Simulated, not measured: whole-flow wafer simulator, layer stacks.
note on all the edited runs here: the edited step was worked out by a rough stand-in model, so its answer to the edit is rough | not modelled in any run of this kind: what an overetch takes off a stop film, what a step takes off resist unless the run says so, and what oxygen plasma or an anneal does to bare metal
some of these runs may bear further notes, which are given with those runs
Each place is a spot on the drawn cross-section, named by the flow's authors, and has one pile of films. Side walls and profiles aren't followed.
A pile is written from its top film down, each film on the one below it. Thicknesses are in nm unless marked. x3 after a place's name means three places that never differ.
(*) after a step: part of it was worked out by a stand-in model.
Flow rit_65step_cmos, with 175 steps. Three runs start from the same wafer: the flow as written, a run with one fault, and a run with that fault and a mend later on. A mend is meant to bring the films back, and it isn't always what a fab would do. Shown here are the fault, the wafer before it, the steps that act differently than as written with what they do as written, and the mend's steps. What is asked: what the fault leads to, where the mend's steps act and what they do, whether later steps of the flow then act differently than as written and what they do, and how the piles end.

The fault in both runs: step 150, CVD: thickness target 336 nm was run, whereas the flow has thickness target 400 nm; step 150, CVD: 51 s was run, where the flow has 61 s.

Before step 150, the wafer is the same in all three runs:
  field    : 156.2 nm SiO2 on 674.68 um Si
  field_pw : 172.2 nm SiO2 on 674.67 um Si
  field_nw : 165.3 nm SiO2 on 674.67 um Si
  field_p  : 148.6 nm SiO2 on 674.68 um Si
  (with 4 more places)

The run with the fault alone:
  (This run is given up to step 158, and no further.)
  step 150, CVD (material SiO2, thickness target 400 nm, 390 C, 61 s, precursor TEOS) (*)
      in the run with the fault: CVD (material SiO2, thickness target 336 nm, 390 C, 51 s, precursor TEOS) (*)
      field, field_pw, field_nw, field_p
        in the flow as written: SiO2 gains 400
        in the run with the fault: SiO2 gains 336
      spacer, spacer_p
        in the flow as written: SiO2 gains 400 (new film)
        in the run with the fault: SiO2 gains 336 (new film)
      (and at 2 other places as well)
  Later steps of the flow up to step 158 that are run all act as written at every place that is followed, up to a difference of at most 2% or 0.5 nm, whichever is larger.
  The piles after step 158 differ from the flow's at field, field_pw, field_nw, field_p, gate_n, gate_p, spacer, spacer_p by more than 2% or 0.5 nm, whichever is larger.
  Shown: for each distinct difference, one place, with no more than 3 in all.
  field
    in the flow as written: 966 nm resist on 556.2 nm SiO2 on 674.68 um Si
    in the run with the fault: 965.5 nm resist on 492.2 nm SiO2 on 674.68 um Si
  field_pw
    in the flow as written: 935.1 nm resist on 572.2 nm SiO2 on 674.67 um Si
    in the run with the fault: 934.7 nm resist on 508.2 nm SiO2 on 674.67 um Si
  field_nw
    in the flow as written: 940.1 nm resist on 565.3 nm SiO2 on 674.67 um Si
    in the run with the fault: 939.7 nm resist on 501.3 nm SiO2 on 674.67 um Si

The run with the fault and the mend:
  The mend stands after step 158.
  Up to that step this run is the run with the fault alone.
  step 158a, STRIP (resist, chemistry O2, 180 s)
      spacer, spacer_p
        resist loses 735 (all of it)
      field
        resist loses 965.5 (all of it)
      field_pw
        resist loses 934.7 (all of it)
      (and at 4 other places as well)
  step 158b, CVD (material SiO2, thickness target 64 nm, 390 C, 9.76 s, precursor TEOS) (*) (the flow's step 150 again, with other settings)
      field, field_pw, field_nw, field_p, spacer, spacer_p
        SiO2 gains 64
      gate_n, gate_p
        SiO2 gains 62.9
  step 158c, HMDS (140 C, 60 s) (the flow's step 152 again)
      does not change any film at any place that is followed
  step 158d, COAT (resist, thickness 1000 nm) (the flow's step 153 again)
      field
        resist gains 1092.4 (new film)
      field_pw
        resist gains 1057.4 (new film)
      field_nw
        resist gains 1063.1 (new film)
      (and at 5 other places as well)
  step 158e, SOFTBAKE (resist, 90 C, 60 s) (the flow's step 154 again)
      does not change any film at any place that is followed
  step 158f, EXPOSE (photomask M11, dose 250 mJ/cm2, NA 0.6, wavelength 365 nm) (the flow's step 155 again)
      does not change any film at any place that is followed
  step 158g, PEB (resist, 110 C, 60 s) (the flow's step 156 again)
      gate_n, gate_p
        resist loses 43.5
      field
        resist loses 57
      field_pw
        resist loses 55.1
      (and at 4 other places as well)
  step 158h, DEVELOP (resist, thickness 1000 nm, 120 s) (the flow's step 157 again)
      does not change any film at any place that is followed
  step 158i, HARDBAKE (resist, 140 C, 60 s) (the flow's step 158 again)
      spacer, spacer_p
        resist loses 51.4
      field
        resist loses 70.1
      field_pw
        resist loses 67.6
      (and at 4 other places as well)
  Later steps of the flow that are run all act as written at every place that is followed, up to a difference of at most 2% or 0.5 nm, whichever is larger.
  When the end is reached, the piles differ only a little from the flow's at the places that both follow, at most by 2% or 0.5 nm, whichever is larger.
